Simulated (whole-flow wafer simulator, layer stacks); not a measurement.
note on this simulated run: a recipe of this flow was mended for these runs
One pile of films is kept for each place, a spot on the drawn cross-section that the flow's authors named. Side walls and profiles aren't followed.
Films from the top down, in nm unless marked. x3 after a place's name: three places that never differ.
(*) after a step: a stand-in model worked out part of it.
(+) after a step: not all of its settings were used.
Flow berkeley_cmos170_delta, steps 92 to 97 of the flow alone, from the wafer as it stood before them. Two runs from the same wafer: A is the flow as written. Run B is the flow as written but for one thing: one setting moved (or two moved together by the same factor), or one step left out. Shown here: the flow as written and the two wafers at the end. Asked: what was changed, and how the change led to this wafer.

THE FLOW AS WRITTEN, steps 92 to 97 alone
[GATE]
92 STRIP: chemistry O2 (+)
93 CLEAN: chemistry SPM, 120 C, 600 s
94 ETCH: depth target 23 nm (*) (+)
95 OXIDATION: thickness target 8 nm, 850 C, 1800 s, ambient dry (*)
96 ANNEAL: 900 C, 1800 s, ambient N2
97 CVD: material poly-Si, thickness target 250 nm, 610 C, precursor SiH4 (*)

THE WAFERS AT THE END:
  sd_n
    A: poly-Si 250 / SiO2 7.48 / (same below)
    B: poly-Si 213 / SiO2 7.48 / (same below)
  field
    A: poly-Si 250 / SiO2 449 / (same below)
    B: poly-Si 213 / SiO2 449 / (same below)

The cause: step 97, CVD: thickness target 213 nm was run, where the flow has thickness target 250 nm.
It can be read off the wafer: sd_n has poly-Si 213, and step 97 as written asks for 250 nm.

How the change led to this, step by step:
  97 CVD: material poly-Si, thickness target 250 nm, 610 C, precursor SiH4 (*)
      field, sd_n, spacer_n, gate, sd_p, spacer_p x2, contact, m1: A poly-Si +250 (new film) | B poly-Si +213 (new film)
